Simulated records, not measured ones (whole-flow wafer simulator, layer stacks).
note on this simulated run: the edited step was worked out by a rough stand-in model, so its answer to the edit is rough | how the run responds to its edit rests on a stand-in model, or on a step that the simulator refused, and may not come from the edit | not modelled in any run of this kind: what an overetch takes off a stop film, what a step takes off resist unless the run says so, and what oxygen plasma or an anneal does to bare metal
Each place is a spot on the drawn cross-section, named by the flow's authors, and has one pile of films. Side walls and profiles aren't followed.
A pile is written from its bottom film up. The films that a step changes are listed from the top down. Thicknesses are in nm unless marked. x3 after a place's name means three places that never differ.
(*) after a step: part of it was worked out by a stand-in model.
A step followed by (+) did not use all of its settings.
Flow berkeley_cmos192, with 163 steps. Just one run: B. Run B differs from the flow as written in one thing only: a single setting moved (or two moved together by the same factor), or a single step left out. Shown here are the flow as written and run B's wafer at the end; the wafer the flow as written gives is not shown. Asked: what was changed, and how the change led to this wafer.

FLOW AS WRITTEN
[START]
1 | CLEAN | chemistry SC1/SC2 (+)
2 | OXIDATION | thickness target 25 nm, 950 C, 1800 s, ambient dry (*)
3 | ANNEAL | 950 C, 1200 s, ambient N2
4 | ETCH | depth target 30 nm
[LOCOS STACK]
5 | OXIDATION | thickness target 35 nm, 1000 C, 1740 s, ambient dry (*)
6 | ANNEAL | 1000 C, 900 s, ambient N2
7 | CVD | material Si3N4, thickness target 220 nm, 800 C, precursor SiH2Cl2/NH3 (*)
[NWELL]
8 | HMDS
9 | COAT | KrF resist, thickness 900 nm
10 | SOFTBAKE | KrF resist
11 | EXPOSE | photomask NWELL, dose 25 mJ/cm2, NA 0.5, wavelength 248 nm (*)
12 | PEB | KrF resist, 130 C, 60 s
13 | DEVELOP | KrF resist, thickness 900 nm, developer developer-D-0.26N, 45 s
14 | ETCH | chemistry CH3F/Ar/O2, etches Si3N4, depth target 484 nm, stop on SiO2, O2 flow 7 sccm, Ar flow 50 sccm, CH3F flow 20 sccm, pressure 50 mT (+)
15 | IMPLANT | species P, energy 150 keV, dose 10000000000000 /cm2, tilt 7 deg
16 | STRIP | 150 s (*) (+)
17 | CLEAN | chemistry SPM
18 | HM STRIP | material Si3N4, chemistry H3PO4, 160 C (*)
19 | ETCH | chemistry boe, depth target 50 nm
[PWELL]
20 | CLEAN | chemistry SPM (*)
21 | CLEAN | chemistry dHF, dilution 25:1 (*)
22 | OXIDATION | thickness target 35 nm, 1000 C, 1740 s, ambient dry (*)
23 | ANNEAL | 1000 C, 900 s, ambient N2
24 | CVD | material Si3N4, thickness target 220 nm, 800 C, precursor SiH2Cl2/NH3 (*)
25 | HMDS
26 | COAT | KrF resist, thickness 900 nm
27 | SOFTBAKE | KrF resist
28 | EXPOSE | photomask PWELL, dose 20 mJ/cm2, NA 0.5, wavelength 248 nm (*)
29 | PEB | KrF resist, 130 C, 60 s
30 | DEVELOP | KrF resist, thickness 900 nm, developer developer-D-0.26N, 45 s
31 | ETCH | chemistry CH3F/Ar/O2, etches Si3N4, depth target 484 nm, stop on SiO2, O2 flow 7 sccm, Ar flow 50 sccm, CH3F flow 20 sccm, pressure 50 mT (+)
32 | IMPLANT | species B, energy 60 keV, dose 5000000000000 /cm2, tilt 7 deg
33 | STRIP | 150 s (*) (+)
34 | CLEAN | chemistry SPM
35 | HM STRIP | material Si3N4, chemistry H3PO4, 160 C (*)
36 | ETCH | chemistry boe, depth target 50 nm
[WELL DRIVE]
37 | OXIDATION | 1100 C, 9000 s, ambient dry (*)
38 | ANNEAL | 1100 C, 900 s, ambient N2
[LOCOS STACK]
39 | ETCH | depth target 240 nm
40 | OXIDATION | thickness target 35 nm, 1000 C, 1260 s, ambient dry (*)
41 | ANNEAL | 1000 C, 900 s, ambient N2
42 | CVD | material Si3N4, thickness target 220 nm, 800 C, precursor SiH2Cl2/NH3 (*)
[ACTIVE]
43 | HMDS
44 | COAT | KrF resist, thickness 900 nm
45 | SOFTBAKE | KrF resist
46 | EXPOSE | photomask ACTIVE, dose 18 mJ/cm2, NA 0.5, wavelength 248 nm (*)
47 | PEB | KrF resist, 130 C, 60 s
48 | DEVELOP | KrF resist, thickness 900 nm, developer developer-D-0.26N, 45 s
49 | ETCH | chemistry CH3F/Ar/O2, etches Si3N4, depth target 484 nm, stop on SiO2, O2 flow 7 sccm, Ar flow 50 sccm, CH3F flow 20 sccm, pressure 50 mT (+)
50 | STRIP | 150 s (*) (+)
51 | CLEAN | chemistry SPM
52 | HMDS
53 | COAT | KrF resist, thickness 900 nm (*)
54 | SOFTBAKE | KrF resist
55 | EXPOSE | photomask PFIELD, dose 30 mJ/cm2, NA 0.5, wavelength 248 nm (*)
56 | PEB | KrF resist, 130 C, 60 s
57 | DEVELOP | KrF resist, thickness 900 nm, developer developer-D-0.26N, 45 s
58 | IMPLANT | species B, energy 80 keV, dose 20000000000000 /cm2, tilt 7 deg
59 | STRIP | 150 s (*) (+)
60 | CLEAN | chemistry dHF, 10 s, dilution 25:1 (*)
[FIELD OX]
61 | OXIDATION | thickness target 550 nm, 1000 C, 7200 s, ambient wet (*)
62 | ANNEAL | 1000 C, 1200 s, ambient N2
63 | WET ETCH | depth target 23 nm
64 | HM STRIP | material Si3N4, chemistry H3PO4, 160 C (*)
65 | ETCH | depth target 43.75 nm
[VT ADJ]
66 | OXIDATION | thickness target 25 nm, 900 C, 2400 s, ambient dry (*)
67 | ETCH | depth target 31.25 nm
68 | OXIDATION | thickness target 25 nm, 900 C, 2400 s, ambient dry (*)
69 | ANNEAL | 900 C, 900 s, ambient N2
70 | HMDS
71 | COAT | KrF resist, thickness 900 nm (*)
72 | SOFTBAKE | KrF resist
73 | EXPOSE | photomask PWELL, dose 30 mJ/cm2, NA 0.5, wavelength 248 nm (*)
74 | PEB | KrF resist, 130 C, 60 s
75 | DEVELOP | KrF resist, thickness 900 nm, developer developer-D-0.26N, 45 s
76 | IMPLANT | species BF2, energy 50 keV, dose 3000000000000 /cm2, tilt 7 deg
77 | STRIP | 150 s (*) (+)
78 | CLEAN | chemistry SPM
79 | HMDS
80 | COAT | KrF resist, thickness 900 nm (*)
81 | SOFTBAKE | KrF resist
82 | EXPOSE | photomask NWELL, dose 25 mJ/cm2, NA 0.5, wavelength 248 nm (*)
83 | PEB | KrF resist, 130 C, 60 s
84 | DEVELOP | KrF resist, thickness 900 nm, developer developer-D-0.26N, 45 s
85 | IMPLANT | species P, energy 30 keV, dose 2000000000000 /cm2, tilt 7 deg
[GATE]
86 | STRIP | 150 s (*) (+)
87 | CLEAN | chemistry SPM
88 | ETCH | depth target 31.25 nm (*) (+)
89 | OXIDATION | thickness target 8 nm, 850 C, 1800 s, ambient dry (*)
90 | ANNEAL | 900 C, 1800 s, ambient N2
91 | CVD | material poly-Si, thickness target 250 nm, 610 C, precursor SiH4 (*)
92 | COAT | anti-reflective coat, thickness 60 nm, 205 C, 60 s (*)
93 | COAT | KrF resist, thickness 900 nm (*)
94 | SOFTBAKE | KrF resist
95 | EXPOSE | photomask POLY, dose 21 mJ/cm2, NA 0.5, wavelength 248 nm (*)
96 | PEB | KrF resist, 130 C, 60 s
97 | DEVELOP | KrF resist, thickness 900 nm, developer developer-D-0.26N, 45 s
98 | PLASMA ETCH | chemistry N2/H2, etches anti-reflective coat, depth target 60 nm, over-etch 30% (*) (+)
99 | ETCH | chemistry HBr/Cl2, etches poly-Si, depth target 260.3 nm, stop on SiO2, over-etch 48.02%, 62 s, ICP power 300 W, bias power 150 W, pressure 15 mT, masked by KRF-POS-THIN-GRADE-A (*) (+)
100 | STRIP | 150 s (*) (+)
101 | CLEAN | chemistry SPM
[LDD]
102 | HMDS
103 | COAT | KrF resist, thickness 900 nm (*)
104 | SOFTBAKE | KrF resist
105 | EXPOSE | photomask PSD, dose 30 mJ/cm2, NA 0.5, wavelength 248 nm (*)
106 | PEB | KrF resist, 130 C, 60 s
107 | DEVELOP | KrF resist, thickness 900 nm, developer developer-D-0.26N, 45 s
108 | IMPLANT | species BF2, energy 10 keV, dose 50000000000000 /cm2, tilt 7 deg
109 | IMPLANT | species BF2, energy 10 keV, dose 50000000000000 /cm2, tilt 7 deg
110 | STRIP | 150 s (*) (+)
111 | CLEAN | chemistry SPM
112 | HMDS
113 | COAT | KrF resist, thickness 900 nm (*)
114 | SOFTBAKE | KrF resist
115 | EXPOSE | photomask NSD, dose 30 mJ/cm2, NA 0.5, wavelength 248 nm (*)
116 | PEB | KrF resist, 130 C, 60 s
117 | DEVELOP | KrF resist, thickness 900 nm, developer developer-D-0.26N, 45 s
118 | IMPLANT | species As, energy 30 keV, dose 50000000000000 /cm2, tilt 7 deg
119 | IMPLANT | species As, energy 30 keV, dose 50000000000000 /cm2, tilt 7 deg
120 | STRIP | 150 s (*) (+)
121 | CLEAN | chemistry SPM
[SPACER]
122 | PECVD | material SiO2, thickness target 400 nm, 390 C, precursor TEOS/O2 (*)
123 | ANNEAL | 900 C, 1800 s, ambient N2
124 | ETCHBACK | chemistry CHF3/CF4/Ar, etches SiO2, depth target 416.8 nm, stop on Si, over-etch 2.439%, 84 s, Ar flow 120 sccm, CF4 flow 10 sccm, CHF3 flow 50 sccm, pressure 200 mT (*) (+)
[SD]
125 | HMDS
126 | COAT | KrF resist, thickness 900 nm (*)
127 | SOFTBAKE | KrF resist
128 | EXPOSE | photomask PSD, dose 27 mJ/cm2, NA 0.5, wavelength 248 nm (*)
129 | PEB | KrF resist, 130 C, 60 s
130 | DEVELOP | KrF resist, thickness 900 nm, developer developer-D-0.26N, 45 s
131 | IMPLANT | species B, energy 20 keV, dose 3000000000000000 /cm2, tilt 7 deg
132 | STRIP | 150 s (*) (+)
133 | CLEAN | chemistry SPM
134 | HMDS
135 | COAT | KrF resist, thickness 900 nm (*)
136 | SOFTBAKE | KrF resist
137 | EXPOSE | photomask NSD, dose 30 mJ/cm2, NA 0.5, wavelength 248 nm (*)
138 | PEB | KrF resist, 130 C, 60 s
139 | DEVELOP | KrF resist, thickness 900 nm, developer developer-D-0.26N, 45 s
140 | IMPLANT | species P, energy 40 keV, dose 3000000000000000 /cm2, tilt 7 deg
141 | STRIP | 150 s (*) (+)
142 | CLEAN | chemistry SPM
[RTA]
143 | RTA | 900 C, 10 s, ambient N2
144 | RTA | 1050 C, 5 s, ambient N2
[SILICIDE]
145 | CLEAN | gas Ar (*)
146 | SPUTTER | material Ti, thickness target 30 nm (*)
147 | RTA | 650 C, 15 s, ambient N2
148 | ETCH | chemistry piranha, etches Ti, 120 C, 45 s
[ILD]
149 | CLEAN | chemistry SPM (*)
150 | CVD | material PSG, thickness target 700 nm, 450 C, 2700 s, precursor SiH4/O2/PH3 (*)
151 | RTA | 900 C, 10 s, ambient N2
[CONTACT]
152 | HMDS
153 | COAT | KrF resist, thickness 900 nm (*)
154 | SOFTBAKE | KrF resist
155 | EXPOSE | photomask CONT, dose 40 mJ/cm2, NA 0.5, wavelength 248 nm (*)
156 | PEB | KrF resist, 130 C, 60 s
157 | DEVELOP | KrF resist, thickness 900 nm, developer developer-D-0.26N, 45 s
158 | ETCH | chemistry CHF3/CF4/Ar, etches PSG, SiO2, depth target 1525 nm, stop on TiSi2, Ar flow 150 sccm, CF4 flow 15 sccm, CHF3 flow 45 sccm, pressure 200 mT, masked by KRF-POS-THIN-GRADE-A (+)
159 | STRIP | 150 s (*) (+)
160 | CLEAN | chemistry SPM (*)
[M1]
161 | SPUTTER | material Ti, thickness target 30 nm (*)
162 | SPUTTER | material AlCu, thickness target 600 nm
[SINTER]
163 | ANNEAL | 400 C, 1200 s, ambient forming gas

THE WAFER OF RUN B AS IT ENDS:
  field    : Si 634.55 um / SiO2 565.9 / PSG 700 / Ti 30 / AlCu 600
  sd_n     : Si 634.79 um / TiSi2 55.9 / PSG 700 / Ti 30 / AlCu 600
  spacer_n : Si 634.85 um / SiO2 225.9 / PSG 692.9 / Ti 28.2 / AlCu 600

The reason: step 61, OXIDATION: 1050 C was run, whereas the flow has 1000 C.

Step by step, how the change led to this:
  61 | OXIDATION | thickness target 550 nm, 1000 C, 7200 s, ambient wet (*)
      sd_n, sd_p: +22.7 SiO2 (new film), -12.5 Si3N4 (it would be, as written: +12.1 SiO2 (new film), -6.7 Si3N4, +0.06 SiO2, -0.06 Si)
      spacer_n, spacer_p, gate_p, contact, m1: +22.7 SiO2 (new film), -12.5 Si3N4 (it would be, as written: +12.1 SiO2 (new film), -6.7 Si3N4)
      (as well as at 2 more places)
  63 | WET ETCH | depth target 23 nm
      sd_n, spacer_n, gate, sd_p, spacer_p, gate_p, contact, m1: -22.7 SiO2 (all of it) (it would be, as written: -12.1 SiO2 (all of it))
  64 | HM STRIP | material Si3N4, chemistry H3PO4, 160 C (*)
      sd_n, spacer_n, gate, sd_p, spacer_p, gate_p, contact, m1: -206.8 Si3N4 (all of it), -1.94 SiO2 (it would be, as written: -212.6 Si3N4 (all of it), -1.99 SiO2)
  71 | COAT | KrF resist, thickness 900 nm (*)
      field: +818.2 KrF resist (new film) (it would be, as written: +842.4 KrF resist (new film))
      sd_n: +1063.3 KrF resist (new film) (it would be, as written: +1013.2 KrF resist (new film))
      (as well as at 7 more places)
  75 | DEVELOP | KrF resist, thickness 900 nm, developer developer-D-0.26N, 45 s
      field: -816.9 KrF resist (all of it) (it would be, as written: -841.1 KrF resist (all of it))
      sd_n: -1061.6 KrF resist (all of it) (it would be, as written: -1011.6 KrF resist (all of it))
      (as well as at 3 more places)
  77 | STRIP | 150 s (*) (+)
      sd_p: -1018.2 KrF resist (all of it) (it would be, as written: -977.8 KrF resist (all of it))
      spacer_p: -990 KrF resist (all of it) (it would be, as written: -959.3 KrF resist (all of it))
      (as well as at 2 more places)
  80 | COAT | KrF resist, thickness 900 nm (*)
      field: +818.2 KrF resist (new film) (it would be, as written: +842.4 KrF resist (new film))
      sd_n: +1063.3 KrF resist (new film) (it would be, as written: +1013.2 KrF resist (new film))
      (as well as at 7 more places)
  84 | DEVELOP | KrF resist, thickness 900 nm, developer developer-D-0.26N, 45 s
      sd_p: -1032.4 KrF resist (all of it) (it would be, as written: -992 KrF resist (all of it))
      spacer_p: -1004.2 KrF resist (all of it) (it would be, as written: -973.5 KrF resist (all of it))
      (as well as at 1 more place)
  86 | STRIP | 150 s (*) (+)
      field: -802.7 KrF resist (all of it) (it would be, as written: -826.9 KrF resist (all of it))
      sd_n: -1047.4 KrF resist (all of it) (it would be, as written: -997.4 KrF resist (all of it))
      (as well as at 4 more places)
  92 | COAT | anti-reflective coat, thickness 60 nm, 205 C, 60 s (*)
      sd_n: +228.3 anti-reflective coat (new film) (it would be, as written: +152.4 anti-reflective coat (new film))
      spacer_n: +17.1 anti-reflective coat (new film) (it would be, as written: +33.8 anti-reflective coat (new film))
      (as well as at 6 more places)
  93 | COAT | KrF resist, thickness 900 nm (*)
      spacer_n: +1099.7 KrF resist (new film) (it would be, as written: +1021.2 KrF resist (new film))
      gate: +1101 KrF resist (new film) (it would be, as written: +1023.8 KrF resist (new film))
      (as well as at 5 more places)
  97 | DEVELOP | KrF resist, thickness 900 nm, developer developer-D-0.26N, 45 s
      spacer_n: -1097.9 KrF resist (all of it) (it would be, as written: -1019.5 KrF resist (all of it))
      sd_p: -990.8 KrF resist (all of it) (it would be, as written: -955.6 KrF resist (all of it))
      (as well as at 3 more places)
  98 | PLASMA ETCH | chemistry N2/H2, etches anti-reflective coat, depth target 60 nm, over-etch 30% (*) (+)
      field: -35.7 anti-reflective coat (all of it), -6.7 poly-Si (it would be, as written: -35.3 anti-reflective coat (all of it), -4.18 poly-Si)
      sd_n: -228.3 anti-reflective coat (all of it), -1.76 poly-Si (it would be, as written: -152.4 anti-reflective coat (all of it), -1.17 poly-Si)
      (as well as at 5 more places)
  100 | STRIP | 150 s (*) (+)
      gate: +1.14 chemical SiO2 (new film), -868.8 KrF resist (all of it), -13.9 anti-reflective coat (all of it), -0.5 poly-Si (it would be, as written: +1.15 chemical SiO2 (new film), -791.8 KrF resist (all of it), -30 anti-reflective coat (all of it), -0.51 poly-Si)
      gate_p: +1.14 chemical SiO2 (new film), -809.6 KrF resist (all of it), -23 anti-reflective coat (all of it), -0.5 poly-Si (it would be, as written: +1.15 chemical SiO2 (new film), -765.1 KrF resist (all of it), -31 anti-reflective coat (all of it), -0.51 poly-Si)
  103 | COAT | KrF resist, thickness 900 nm (*)
      field: +831.6 KrF resist (new film) (it would be, as written: +850.3 KrF resist (new film))
      sd_n: +1061.4 KrF resist (new film) (it would be, as written: +1003.8 KrF resist (new film))
      (as well as at 7 more places)
  107 | DEVELOP | KrF resist, thickness 900 nm, developer developer-D-0.26N, 45 s
      sd_p: -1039 KrF resist (all of it) (it would be, as written: -996.6 KrF resist (all of it))
      spacer_p: -1025.8 KrF resist (all of it) (it would be, as written: -993.7 KrF resist (all of it))
      (as well as at 1 more place)
  ... 19 further steps ...
  162 | SPUTTER | material AlCu, thickness target 600 nm
      sd_p: +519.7 AlCu (new film) (it would be, as written: +551.2 AlCu (new film))
